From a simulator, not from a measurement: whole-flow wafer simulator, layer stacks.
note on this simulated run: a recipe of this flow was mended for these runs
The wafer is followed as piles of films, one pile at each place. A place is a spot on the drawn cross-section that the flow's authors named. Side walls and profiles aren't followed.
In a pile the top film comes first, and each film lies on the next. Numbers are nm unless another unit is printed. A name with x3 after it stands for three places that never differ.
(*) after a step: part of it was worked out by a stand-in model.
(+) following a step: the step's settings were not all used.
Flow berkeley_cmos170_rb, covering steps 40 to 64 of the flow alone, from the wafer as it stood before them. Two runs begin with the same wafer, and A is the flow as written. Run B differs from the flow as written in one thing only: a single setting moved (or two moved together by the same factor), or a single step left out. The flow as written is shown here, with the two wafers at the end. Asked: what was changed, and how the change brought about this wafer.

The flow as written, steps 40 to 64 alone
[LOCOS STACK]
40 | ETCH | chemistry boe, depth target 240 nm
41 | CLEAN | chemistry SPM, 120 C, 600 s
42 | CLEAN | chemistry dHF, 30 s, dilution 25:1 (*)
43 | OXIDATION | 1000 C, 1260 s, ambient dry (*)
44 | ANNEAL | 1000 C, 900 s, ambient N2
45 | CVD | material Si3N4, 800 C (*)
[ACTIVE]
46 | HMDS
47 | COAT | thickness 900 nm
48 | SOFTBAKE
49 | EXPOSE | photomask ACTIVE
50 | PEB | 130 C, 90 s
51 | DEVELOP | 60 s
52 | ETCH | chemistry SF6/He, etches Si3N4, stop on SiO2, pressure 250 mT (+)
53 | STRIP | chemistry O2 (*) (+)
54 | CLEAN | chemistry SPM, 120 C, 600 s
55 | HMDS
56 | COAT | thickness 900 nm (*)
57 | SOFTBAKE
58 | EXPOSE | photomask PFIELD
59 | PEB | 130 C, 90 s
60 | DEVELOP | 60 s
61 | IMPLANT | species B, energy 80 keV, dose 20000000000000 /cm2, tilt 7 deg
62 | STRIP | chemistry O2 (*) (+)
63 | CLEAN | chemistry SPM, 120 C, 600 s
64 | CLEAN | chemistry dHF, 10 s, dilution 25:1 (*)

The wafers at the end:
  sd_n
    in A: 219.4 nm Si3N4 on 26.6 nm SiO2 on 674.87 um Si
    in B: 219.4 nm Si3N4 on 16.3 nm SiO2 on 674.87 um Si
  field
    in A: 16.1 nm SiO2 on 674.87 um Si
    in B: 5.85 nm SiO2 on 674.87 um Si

Cause: step 43, OXIDATION: 504 s was run, while the flow as written has 1260 s.

The path from the change to this, step by step:
  43 | OXIDATION | 1000 C, 1260 s, ambient dry (*)
      field, sd_n, spacer_n and 6 more: A SiO2 gains 26.6 (new film), Si loses 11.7 | B SiO2 gains 16.3 (new film), Si loses 7.16
